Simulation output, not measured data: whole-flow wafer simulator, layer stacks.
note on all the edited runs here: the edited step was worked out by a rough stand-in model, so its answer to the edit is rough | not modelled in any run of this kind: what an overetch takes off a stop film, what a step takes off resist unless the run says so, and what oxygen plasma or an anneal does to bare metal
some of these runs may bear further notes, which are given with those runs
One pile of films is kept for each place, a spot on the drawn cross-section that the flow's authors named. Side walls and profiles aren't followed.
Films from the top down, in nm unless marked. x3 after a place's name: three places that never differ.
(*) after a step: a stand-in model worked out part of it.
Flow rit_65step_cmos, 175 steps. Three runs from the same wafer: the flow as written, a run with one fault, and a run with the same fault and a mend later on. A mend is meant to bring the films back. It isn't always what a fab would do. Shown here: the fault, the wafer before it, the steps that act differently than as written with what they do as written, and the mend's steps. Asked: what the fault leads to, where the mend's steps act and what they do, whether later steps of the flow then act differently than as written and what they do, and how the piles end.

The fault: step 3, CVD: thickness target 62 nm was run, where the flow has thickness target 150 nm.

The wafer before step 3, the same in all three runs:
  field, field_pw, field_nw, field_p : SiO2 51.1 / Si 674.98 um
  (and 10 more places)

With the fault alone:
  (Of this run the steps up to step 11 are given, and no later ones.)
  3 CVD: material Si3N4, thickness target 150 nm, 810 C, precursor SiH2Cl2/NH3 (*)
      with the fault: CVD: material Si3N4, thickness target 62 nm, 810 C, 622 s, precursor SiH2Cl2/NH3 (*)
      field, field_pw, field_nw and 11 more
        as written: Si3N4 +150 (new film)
        with the fault: Si3N4 +62 (new film)
  No later step of the flow up to step 11 acts differently than as written at any place that is followed.
  After step 11 the piles differ from the flow's by more than 2% or 0.5 nm, whichever is larger, at field, field_pw, field_nw and 11 more.
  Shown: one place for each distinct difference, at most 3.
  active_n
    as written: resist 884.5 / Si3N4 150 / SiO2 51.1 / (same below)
    with the fault: resist 884.5 / Si3N4 62 / SiO2 51.1 / (same below)
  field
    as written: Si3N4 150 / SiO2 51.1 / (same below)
    with the fault: Si3N4 62 / SiO2 51.1 / (same below)

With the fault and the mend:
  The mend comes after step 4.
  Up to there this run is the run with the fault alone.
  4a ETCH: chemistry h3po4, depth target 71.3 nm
      field, field_pw, field_nw and 11 more
        Si3N4 -62 (all of it)
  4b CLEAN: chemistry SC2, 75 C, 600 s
      changes no film at any place that is followed
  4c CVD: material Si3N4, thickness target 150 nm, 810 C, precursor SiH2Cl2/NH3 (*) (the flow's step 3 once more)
      field, field_pw, field_nw and 11 more
        Si3N4 +150 (new film)
  No later step of the flow acts differently than as written at any place that is followed.
  At the end the piles are the same as the flow's at every place that both follow.
